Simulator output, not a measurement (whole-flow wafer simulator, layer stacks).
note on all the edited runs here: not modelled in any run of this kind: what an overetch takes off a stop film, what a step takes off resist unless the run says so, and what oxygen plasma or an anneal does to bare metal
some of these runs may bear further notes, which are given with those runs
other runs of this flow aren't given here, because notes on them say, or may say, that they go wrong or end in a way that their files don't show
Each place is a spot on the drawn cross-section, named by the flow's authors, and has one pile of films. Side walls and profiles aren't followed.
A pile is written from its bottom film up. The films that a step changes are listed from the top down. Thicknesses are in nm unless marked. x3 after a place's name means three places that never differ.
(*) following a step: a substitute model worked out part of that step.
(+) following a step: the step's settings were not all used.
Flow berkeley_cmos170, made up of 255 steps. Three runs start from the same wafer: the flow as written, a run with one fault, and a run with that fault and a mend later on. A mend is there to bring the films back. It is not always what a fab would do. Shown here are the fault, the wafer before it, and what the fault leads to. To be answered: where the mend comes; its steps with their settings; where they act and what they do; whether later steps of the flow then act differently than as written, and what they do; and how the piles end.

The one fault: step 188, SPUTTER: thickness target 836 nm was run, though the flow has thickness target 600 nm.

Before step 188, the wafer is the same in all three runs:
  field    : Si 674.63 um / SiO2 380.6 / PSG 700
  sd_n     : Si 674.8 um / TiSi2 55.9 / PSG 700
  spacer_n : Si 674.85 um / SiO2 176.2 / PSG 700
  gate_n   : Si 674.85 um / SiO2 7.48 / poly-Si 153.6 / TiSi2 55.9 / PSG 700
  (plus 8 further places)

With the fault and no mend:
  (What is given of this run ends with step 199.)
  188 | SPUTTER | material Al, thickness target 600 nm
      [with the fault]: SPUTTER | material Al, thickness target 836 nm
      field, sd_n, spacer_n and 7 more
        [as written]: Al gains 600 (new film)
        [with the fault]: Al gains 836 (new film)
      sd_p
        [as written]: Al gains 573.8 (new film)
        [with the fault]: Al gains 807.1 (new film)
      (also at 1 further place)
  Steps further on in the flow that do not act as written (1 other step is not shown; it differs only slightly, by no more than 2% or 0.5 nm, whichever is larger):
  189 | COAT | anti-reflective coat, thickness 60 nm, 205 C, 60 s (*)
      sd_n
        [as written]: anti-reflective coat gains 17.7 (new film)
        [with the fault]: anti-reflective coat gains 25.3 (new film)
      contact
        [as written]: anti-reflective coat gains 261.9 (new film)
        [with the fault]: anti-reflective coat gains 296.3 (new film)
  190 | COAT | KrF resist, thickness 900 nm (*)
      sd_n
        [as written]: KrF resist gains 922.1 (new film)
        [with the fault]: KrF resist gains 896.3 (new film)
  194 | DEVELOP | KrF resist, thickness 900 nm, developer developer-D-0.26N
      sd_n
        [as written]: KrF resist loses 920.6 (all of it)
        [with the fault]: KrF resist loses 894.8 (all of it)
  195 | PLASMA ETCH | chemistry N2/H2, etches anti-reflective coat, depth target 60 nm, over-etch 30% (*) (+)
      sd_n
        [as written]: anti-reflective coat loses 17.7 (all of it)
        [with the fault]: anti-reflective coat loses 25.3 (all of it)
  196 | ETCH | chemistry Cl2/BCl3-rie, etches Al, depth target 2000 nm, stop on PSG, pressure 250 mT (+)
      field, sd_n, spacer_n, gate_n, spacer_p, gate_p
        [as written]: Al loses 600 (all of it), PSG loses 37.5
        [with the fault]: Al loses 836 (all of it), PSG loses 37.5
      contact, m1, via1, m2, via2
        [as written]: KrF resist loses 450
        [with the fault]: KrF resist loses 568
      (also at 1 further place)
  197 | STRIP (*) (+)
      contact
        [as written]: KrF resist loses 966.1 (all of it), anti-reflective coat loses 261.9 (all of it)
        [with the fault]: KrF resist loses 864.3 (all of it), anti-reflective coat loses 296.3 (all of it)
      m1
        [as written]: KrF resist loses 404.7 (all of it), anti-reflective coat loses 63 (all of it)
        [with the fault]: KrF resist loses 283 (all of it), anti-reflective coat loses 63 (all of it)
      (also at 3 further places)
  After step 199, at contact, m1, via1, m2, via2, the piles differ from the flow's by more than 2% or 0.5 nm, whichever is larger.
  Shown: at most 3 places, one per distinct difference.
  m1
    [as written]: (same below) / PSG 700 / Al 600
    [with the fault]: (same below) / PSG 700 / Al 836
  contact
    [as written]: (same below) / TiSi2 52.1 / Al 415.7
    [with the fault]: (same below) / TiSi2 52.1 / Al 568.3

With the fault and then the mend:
  The mend stands after step 188.
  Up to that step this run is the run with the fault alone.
  188a | ETCH | chemistry al pan, depth target 961.4 nm
      field, sd_n, spacer_n and 7 more
        Al loses 836 (all of it)
      sd_p
        Al loses 807.1 (all of it)
      contact
        Al loses 568.3 (all of it)
  188b | SPUTTER | material Al, thickness target 600 nm (the flow's step 188 again)
      field, sd_n, spacer_n and 7 more
        Al gains 600 (new film)
      sd_p
        Al gains 573.8 (new film)
      contact
        Al gains 415.7 (new film)
  Every later step of the flow that is run acts as written at every place that is followed.
  The piles end the same as the flow's at every place that both follow.
